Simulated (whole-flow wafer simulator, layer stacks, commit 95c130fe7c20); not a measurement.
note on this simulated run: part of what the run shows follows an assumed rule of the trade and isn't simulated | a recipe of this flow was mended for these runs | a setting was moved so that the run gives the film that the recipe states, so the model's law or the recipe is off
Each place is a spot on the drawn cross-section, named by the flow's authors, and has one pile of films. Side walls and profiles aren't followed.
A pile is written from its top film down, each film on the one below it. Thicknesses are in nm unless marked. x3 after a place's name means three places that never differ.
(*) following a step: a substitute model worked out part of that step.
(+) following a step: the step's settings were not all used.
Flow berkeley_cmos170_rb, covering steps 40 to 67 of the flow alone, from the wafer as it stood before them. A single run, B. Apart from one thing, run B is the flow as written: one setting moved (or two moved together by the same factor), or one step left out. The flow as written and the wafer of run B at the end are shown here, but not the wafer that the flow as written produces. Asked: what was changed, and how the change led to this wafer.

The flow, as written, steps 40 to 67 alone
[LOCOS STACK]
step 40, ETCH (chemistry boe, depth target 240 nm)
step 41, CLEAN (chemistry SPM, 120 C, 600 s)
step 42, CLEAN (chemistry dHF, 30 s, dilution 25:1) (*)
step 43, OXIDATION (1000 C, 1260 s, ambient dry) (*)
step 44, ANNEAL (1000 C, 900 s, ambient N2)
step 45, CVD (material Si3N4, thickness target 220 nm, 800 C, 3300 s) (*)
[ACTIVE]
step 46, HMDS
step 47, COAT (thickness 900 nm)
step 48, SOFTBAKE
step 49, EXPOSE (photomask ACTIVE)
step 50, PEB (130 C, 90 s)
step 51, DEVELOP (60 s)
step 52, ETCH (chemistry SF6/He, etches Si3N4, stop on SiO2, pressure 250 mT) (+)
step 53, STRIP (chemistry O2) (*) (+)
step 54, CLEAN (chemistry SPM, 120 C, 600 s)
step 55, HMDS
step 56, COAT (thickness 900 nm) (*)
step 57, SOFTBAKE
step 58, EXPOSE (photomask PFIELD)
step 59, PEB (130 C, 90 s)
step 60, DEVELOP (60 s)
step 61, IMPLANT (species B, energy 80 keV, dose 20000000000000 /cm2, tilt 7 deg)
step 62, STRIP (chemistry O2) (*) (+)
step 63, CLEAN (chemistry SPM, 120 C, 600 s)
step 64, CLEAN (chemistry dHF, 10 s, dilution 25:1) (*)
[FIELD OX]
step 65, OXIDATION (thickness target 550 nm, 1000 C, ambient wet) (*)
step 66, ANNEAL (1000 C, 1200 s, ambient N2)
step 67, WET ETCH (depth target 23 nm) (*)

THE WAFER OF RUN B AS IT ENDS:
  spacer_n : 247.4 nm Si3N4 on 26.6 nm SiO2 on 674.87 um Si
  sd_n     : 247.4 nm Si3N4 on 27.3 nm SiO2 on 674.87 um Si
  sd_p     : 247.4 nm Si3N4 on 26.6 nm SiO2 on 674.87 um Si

What caused this: step 45, CVD: 3828 s was run, whereas the flow has 3300 s.

The path from the change to this, step by step:
  step 45, CVD (material Si3N4, thickness target 220 nm, 800 C, 3300 s) (*)
      field, sd_n, spacer_n and 6 more: Si3N4 gains 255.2 (new film) (in the flow as written it would be: Si3N4 gains 220 (new film))
  step 52, ETCH (chemistry SF6/He, etches Si3N4, stop on SiO2, pressure 250 mT) (+)
      sd_n, spacer_n, gate, sd_p, spacer_p, gate_p, contact, m1: KrF-resist loses 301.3 (in the flow as written it would be: KrF-resist loses 263)
      field: Si3N4 loses 255.2 (all of it), SiO2 loses 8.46 (in the flow as written it would be: Si3N4 loses 220 (all of it), SiO2 loses 8.46)
  step 53, STRIP (chemistry O2) (*) (+)
      sd_n, spacer_n, gate, sd_p, spacer_p, gate_p, contact, m1: KrF-resist loses 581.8 (all of it) (in the flow as written it would be: KrF-resist loses 620 (all of it))
  step 56, COAT (thickness 900 nm) (*)
      sd_n: KrF-resist gains 764.9 (new film) (in the flow as written it would be: KrF-resist gains 782.7 (new film))
      m1: KrF-resist gains 768 (new film) (in the flow as written it would be: KrF-resist gains 784.9 (new film))
  step 62, STRIP (chemistry O2) (*) (+)
      sd_n: KrF-resist loses 748.3 (all of it) (in the flow as written it would be: KrF-resist loses 766.1 (all of it))
      m1: KrF-resist loses 751.4 (all of it) (in the flow as written it would be: KrF-resist loses 768.3 (all of it))
  step 65, OXIDATION (thickness target 550 nm, 1000 C, ambient wet) (*)
      gate: SiO2 gains 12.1 (new film), Si3N4 loses 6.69 (in the flow as written it would be: SiO2 gains 12.1 (new film), Si3N4 loses 6.69, SiO2 gains 0.05, Si loses 0.05)
      sd_p: SiO2 gains 12.1 (new film), Si3N4 loses 6.69 (in the flow as written it would be: SiO2 gains 12.1 (new film), Si3N4 loses 6.69, SiO2 gains 0.06, Si loses 0.06)
      (and at 1 other place as well)
